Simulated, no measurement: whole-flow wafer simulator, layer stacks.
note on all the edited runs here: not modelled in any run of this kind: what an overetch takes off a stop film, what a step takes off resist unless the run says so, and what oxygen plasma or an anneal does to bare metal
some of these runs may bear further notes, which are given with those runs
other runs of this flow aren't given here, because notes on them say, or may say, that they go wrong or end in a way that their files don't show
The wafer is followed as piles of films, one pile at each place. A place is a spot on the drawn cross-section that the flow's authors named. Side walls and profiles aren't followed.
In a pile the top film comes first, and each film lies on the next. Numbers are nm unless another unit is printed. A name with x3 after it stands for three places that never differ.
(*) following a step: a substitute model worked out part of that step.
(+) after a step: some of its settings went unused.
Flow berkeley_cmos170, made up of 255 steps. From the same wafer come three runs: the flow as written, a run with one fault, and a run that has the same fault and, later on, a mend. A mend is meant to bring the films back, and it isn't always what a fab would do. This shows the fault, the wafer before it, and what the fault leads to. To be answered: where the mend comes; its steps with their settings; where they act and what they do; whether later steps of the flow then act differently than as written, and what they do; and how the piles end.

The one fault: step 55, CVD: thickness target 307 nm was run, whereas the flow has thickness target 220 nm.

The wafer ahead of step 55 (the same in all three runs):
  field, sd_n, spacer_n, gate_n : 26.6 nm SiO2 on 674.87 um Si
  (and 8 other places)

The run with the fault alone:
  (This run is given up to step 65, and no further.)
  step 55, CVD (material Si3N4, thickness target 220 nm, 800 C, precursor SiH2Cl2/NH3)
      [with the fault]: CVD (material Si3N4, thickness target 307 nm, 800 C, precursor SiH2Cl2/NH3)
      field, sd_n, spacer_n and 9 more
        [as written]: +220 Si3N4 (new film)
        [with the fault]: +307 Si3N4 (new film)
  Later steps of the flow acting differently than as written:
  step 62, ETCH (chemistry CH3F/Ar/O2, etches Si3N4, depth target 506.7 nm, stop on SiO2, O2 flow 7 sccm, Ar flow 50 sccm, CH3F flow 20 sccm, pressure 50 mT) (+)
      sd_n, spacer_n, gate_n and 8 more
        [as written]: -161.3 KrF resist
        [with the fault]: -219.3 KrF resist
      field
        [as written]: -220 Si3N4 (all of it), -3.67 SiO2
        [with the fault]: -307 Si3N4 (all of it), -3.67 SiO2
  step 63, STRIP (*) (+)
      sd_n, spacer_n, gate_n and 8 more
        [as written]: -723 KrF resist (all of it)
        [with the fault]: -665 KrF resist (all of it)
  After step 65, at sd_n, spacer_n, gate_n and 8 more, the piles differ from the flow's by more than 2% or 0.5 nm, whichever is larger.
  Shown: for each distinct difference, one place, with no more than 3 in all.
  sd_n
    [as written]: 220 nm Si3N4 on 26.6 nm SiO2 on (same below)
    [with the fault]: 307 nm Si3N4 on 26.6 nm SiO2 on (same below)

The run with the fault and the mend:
  The mend stands after step 55.
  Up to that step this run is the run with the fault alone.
  step 55a, ETCH (chemistry h3po4, depth target 353.1 nm)
      field, sd_n, spacer_n and 9 more
        -307 Si3N4 (all of it)
  step 55b, CLEAN (chemistry SPM)
      does not change any film at any place that is followed
  step 55c, CVD (material Si3N4, thickness target 220 nm, 800 C, precursor SiH2Cl2/NH3) (a further turn of the flow's step 55)
      field, sd_n, spacer_n and 9 more
        +220 Si3N4 (new film)
  Later steps of the flow that are run all act as written at every place that is followed.
  At every place that both follow, the piles at the end match the flow's.
